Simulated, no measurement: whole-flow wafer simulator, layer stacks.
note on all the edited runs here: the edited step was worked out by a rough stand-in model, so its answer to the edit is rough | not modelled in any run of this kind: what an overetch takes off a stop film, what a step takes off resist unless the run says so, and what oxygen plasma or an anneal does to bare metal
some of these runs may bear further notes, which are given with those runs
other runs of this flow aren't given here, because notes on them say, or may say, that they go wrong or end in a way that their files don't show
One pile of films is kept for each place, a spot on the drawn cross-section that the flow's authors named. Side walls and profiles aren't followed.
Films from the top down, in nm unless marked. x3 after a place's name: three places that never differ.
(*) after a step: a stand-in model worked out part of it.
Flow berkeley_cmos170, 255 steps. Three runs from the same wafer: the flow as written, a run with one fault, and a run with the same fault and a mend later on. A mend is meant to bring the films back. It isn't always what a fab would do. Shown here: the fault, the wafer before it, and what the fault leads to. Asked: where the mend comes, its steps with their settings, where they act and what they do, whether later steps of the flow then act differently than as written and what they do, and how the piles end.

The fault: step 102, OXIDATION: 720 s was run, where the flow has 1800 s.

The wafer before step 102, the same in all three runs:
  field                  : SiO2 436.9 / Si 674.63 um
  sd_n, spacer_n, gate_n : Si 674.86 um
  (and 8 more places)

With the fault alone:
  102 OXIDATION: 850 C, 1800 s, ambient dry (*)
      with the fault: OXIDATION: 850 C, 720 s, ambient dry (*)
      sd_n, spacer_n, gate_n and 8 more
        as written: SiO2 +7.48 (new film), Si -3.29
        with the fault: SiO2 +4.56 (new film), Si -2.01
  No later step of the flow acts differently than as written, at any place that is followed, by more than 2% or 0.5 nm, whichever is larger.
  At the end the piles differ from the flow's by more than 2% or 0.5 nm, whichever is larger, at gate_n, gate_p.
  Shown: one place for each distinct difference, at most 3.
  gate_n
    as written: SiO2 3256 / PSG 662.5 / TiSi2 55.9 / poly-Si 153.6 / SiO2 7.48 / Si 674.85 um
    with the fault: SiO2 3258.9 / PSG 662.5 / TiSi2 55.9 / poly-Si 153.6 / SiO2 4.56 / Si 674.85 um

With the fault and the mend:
  The mend comes after step 102.
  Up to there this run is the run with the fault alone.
  102a OXIDATION: 850 C, 1080 s, ambient dry (*) (the flow's step 102 once more, with other settings)
      sd_n, spacer_n, gate_n and 8 more
        SiO2 +2.92, Si -1.28
      field
        SiO2 +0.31, Si -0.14
  No later step of the flow acts differently than as written at any place that is followed.
  At the end the piles are the same as the flow's at every place that both follow.
